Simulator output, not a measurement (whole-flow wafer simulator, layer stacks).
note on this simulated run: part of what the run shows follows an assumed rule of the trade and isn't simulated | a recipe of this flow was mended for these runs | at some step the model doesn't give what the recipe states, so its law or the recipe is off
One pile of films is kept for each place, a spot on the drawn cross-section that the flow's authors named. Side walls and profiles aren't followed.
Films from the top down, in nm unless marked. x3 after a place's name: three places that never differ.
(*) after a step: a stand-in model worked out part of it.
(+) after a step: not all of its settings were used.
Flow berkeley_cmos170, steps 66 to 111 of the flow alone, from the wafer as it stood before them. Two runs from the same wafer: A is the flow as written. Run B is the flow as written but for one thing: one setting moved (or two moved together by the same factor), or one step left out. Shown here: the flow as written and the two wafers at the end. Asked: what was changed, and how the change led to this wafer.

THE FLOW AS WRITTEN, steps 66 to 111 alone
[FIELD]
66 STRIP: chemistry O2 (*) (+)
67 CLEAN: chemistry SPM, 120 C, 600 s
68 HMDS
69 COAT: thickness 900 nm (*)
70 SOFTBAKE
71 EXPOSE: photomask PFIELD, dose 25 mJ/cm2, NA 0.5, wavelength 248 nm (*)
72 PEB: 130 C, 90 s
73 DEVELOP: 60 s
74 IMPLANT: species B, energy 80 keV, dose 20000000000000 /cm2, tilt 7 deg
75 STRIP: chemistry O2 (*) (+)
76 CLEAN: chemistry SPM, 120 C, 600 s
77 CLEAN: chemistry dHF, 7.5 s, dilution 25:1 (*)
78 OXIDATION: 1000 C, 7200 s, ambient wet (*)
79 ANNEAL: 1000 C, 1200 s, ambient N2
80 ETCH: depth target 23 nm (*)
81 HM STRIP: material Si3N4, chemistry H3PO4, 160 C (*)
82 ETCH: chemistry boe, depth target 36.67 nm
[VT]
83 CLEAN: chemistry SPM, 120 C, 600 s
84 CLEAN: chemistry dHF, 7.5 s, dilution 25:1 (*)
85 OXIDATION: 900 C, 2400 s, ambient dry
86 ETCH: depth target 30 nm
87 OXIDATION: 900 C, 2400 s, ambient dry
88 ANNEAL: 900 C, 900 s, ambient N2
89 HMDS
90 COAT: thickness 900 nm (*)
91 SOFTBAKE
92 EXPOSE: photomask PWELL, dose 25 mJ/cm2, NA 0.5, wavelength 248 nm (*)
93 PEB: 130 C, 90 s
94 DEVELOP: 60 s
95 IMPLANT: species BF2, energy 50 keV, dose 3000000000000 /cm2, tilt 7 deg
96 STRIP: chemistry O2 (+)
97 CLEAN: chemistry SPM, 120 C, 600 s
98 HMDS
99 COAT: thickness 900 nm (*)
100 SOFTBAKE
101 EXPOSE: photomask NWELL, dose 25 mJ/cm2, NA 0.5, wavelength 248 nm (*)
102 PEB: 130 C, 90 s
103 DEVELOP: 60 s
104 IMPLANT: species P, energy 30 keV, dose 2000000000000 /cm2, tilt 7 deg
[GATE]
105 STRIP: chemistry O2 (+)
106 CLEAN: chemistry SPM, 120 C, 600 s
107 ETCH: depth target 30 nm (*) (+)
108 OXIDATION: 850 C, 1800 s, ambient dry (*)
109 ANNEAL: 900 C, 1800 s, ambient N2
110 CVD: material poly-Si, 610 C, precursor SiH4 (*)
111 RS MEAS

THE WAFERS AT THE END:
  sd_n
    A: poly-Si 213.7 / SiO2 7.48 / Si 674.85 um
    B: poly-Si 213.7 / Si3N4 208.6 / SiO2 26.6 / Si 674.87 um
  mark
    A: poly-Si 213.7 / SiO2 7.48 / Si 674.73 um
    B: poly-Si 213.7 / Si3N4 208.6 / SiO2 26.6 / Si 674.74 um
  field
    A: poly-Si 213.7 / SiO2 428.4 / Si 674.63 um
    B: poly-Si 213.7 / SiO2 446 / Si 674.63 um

The cause: step 81, HM STRIP: material Si3N4, chemistry H3PO4, 160 C (*), was left out.

How the change led to this, step by step:
  82 ETCH: chemistry boe, depth target 36.67 nm
      mark, sd_n, spacer_n and 9 more: A SiO2 -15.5 (all of it) | B Si3N4 -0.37
  83 CLEAN: chemistry SPM, 120 C, 600 s
      mark, sd_n, spacer_n and 9 more: A chemical SiO2 +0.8 (new film), Si -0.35 | B nothing
  84 CLEAN: chemistry dHF, 7.5 s, dilution 25:1 (*)
      mark, sd_n, spacer_n and 9 more: A chemical SiO2 -0.8 (all of it) | B Si3N4 -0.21
  85 OXIDATION: 900 C, 2400 s, ambient dry
      mark, sd_n, spacer_n and 9 more: A SiO2 +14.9 (new film), Si -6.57 | B nothing
  86 ETCH: depth target 30 nm
      mark, sd_n, spacer_n and 9 more: A SiO2 -14.9 (all of it) | B Si3N4 -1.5
  87 OXIDATION: 900 C, 2400 s, ambient dry
      mark, sd_n, spacer_n and 9 more: A SiO2 +14.9 (new film), Si -6.57 | B nothing
  90 COAT: thickness 900 nm (*)
      field: A KrF-resist +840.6 (new film) | B KrF-resist +900.3 (new film)
      sd_n: A KrF-resist +1004.6 (new film) | B KrF-resist +899.5 (new film)
      (and at 10 more places)
  94 DEVELOP: 60 s
      field: A KrF-resist -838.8 (all of it) | B KrF-resist -898.3 (all of it)
      sd_n: A KrF-resist -1002.3 (all of it) | B KrF-resist -897.5 (all of it)
      (and at 7 more places)
  96 STRIP: chemistry O2 (+)
      sd_p: A KrF-resist -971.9 (all of it) | B KrF-resist -882.6 (all of it)
      spacer_p: A KrF-resist -953.7 (all of it) | B KrF-resist -882.7 (all of it)
      (and at 1 more place)
  99 COAT: thickness 900 nm (*)
      field: A KrF-resist +840.6 (new film) | B KrF-resist +900.3 (new film)
      sd_n: A KrF-resist +1004.6 (new film) | B KrF-resist +899.5 (new film)
      (and at 10 more places)
  103 DEVELOP: 60 s
      sd_p: A KrF-resist -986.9 (all of it) | B KrF-resist -897.6 (all of it)
      spacer_p: A KrF-resist -968.6 (all of it) | B KrF-resist -897.6 (all of it)
      (and at 1 more place)
  105 STRIP: chemistry O2 (+)
      field: A KrF-resist -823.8 (all of it) | B KrF-resist -883.4 (all of it)
      sd_n: A KrF-resist -987.4 (all of it) | B KrF-resist -882.6 (all of it)
      (and at 7 more places)
  107 ETCH: depth target 30 nm (*) (+)
      mark, sd_n, spacer_n and 9 more: A SiO2 -14.9 (all of it) | B Si3N4 -1.5
  108 OXIDATION: 850 C, 1800 s, ambient dry (*)
      mark, sd_n, spacer_n and 9 more: A SiO2 +7.48 (new film), Si -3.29 | B nothing
